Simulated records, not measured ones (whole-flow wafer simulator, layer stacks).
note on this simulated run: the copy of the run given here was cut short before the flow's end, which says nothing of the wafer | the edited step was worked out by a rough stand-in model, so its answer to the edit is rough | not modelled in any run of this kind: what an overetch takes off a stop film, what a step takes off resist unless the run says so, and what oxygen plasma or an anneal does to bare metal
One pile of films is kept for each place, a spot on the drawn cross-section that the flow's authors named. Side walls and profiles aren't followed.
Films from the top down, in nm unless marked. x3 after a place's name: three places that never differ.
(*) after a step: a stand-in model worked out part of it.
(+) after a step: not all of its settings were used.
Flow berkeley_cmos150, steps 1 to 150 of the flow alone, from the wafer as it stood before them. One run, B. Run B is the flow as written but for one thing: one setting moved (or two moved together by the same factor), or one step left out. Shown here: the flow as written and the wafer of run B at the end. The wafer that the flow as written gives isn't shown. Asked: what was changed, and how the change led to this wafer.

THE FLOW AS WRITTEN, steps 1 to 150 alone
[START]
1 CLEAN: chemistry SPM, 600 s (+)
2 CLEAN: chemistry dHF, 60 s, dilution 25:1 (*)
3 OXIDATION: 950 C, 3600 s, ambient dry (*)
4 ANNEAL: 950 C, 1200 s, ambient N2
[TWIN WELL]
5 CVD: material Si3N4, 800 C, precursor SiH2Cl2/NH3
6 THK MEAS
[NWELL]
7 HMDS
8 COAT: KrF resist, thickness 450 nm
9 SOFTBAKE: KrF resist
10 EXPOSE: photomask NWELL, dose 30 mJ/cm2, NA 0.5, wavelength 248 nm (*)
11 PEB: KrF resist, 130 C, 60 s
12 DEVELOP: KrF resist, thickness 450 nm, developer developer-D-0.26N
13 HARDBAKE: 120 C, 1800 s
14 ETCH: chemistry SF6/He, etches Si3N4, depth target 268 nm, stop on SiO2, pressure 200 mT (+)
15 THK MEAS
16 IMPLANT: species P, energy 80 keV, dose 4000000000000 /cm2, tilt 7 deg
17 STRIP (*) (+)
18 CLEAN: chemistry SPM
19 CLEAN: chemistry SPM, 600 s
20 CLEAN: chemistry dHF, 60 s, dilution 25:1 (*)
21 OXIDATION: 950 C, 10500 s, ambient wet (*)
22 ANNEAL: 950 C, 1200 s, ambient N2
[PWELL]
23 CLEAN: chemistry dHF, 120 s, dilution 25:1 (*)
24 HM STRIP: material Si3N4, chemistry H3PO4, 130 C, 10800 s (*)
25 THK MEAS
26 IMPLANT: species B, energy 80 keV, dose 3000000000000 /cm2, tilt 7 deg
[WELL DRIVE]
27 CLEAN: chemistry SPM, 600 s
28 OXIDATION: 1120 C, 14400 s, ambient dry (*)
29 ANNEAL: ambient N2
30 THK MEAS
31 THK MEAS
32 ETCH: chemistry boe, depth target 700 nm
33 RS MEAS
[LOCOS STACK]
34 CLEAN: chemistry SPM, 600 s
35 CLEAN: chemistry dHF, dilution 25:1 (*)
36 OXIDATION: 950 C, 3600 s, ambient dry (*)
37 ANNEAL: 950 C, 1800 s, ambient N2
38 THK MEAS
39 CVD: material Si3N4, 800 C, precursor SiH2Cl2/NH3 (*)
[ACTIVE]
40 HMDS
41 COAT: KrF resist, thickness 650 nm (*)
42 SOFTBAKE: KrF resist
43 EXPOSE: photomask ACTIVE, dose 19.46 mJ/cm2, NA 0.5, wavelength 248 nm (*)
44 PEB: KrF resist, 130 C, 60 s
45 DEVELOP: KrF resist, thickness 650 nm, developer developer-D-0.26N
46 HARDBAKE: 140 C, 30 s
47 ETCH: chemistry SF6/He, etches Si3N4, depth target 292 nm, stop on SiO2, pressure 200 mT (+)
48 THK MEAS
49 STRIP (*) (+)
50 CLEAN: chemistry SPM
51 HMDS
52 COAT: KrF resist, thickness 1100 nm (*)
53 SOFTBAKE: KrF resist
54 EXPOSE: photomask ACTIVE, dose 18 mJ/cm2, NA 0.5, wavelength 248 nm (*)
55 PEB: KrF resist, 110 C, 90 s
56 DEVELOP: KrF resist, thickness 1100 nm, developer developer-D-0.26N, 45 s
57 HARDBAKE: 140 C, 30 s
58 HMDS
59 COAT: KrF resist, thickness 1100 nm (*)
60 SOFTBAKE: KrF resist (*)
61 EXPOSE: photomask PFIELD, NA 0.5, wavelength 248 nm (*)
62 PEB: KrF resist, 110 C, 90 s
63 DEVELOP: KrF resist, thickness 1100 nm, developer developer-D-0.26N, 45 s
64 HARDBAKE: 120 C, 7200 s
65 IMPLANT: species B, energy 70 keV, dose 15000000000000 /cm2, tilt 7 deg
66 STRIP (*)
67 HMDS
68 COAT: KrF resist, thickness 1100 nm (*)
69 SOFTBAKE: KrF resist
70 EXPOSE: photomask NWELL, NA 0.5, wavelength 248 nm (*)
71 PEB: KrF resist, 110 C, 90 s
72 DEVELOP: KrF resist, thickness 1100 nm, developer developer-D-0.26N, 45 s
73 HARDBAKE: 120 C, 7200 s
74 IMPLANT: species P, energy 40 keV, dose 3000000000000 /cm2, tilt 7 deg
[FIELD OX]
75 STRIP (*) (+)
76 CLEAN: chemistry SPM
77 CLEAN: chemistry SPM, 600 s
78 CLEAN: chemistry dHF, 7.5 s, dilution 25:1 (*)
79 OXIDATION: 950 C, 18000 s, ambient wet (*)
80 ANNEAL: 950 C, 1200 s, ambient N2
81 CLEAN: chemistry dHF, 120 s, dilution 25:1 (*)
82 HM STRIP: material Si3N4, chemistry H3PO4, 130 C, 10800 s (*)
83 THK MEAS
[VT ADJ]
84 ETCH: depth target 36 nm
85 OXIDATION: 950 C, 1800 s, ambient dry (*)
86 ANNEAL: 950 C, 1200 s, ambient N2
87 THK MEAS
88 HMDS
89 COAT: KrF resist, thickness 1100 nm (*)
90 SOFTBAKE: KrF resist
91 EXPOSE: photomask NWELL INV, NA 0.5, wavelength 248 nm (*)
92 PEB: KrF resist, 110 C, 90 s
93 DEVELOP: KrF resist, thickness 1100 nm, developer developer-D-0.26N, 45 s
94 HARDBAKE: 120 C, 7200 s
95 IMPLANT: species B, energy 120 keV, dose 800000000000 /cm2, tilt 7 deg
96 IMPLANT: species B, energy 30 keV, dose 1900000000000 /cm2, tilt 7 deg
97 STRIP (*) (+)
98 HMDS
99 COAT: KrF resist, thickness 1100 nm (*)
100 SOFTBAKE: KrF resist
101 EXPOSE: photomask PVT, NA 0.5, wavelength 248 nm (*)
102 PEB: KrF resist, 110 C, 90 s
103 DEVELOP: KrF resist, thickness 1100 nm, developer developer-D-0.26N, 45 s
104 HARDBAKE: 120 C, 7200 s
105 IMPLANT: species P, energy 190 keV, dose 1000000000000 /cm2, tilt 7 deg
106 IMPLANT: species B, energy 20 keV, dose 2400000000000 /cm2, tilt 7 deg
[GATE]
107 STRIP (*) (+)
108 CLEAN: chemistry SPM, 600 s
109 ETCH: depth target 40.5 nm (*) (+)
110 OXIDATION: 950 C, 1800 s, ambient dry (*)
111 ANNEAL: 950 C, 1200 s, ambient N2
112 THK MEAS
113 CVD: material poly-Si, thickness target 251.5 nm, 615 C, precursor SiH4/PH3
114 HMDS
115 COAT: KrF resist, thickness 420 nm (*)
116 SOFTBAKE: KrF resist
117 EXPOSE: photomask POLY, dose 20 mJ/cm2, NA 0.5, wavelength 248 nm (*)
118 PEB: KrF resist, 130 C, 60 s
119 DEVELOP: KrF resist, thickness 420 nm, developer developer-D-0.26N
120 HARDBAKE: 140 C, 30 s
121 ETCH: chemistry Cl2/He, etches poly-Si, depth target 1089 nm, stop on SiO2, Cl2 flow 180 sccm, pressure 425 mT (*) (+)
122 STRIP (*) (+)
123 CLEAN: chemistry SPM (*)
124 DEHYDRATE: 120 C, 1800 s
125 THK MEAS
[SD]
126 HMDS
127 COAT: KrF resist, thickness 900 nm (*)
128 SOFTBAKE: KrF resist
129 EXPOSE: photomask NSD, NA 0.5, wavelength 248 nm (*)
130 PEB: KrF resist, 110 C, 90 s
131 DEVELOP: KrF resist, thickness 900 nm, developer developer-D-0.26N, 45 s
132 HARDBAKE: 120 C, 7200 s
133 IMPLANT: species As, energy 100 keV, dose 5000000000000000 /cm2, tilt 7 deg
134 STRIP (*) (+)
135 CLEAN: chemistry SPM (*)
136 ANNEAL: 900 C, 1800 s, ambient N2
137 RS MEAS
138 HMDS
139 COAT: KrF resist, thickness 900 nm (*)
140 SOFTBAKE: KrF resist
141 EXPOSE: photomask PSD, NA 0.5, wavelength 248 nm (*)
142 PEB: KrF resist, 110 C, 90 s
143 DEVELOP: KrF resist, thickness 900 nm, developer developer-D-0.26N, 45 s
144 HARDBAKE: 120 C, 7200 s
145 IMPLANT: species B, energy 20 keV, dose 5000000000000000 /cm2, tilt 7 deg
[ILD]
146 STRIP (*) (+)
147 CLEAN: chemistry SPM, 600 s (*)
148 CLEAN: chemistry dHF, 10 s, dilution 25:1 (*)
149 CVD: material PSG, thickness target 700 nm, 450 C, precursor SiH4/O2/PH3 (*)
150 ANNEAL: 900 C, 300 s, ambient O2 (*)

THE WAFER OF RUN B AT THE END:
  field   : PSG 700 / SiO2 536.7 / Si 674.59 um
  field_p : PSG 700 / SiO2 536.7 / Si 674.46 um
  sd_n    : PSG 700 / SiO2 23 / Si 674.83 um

The cause: step 109, ETCH: depth target 26.3 nm was run, where the flow has depth target 40.5 nm.

How the change led to this, step by step:
  109 ETCH: depth target 40.5 nm (*) (+)
      sd_n: SiO2 -26.3 (as written it would be: SiO2 -40.4 (all of it))
      field, field_p: SiO2 -26.3 (as written it would be: SiO2 -40.5)
  110 OXIDATION: 950 C, 1800 s, ambient dry (*)
      sd_n: SiO2 +14, Si -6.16 (as written it would be: SiO2 +20.4 (new film), Si -8.98)
  122 STRIP (*) (+)
      gate_n: chemical SiO2 +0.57 (new film), KrF resist -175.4 (all of it), poly-Si -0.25 (as written it would be: chemical SiO2 +0.57 (new film), KrF resist -169.8 (all of it), poly-Si -0.25)
